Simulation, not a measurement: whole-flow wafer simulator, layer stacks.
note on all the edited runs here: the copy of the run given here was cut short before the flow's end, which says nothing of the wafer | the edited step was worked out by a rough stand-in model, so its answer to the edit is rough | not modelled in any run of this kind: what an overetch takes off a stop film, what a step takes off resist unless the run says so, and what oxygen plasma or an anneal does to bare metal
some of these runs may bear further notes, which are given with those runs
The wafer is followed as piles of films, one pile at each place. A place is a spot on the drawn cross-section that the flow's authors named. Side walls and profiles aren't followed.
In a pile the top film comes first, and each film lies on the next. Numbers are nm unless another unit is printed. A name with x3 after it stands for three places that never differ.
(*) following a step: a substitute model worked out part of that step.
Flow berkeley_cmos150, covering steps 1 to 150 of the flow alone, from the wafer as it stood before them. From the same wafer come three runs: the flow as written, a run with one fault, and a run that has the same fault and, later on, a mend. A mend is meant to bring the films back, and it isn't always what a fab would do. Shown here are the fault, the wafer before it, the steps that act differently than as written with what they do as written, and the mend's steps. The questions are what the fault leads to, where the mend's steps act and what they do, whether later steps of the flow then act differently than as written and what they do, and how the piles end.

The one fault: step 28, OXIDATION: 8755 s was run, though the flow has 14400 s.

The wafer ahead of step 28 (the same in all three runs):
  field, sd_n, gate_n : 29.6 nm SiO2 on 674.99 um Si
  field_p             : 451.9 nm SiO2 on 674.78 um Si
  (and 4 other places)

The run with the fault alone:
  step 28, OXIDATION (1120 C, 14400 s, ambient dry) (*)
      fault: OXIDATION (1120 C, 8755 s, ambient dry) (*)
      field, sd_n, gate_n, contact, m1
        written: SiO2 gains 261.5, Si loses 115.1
        fault: SiO2 gains 189.8, Si loses 83.5
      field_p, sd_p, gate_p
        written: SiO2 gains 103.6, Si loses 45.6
        fault: SiO2 gains 65.2, Si loses 28.7
  Later steps of the flow acting differently than as written (not shown: 45 more steps that differ only slightly, by at most 2% or 0.5 nm, whichever is larger):
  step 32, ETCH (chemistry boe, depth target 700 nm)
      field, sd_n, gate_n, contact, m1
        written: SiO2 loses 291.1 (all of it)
        fault: SiO2 loses 219.4 (all of it)
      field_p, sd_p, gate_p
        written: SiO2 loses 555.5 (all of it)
        fault: SiO2 loses 517.1 (all of it)
  The piles end only slightly different from the flow's at the places that both follow, by no more than 2% or 0.5 nm, whichever is larger.

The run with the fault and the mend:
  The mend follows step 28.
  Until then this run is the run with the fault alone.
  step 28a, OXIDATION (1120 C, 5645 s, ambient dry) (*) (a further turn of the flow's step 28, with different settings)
      field, sd_n, gate_n, contact, m1
        SiO2 gains 71.7, Si loses 31.5
      field_p, sd_p, gate_p
        SiO2 gains 38.4, Si loses 16.9
  None of the later steps of the flow acts differently than as written at any place that is followed.
  At every place that both follow, the piles at the end match the flow's.
